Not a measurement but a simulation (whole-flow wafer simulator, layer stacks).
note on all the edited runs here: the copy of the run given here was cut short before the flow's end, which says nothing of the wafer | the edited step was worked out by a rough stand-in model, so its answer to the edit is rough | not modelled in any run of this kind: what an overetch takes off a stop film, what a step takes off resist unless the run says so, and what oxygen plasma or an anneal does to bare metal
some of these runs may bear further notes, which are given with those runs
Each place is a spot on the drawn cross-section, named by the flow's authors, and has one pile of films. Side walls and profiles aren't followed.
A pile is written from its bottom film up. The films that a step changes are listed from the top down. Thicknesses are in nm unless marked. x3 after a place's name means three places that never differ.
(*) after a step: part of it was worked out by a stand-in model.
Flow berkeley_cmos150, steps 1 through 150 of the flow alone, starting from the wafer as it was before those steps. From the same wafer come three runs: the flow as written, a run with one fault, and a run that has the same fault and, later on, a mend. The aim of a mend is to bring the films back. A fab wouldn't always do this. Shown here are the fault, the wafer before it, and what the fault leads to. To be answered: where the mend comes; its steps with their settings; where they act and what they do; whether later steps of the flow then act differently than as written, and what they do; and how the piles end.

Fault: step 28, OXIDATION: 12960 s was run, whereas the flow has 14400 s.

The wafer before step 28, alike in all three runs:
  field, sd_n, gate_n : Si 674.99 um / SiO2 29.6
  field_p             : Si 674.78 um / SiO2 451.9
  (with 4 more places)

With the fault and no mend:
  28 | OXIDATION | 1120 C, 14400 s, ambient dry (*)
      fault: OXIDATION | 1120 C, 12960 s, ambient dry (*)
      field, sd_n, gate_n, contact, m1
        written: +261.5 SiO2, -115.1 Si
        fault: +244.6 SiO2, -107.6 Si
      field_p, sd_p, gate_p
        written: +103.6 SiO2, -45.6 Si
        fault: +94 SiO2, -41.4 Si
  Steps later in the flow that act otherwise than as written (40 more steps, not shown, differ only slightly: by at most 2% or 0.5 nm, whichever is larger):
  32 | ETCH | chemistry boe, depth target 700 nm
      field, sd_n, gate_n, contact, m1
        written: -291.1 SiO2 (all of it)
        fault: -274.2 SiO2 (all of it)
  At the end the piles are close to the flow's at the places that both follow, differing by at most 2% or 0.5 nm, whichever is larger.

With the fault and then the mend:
  The mend stands after step 28.
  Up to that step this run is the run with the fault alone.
  28a | OXIDATION | 1120 C, 1440 s, ambient dry (*) (a further turn of the flow's step 28, with different settings)
      field, sd_n, gate_n, contact, m1
        +16.9 SiO2, -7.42 Si
      field_p, sd_p, gate_p
        +9.58 SiO2, -4.21 Si
  None of the later steps of the flow acts differently than as written at any place that is followed.
  By the end, the piles equal the flow's at every place that both follow.
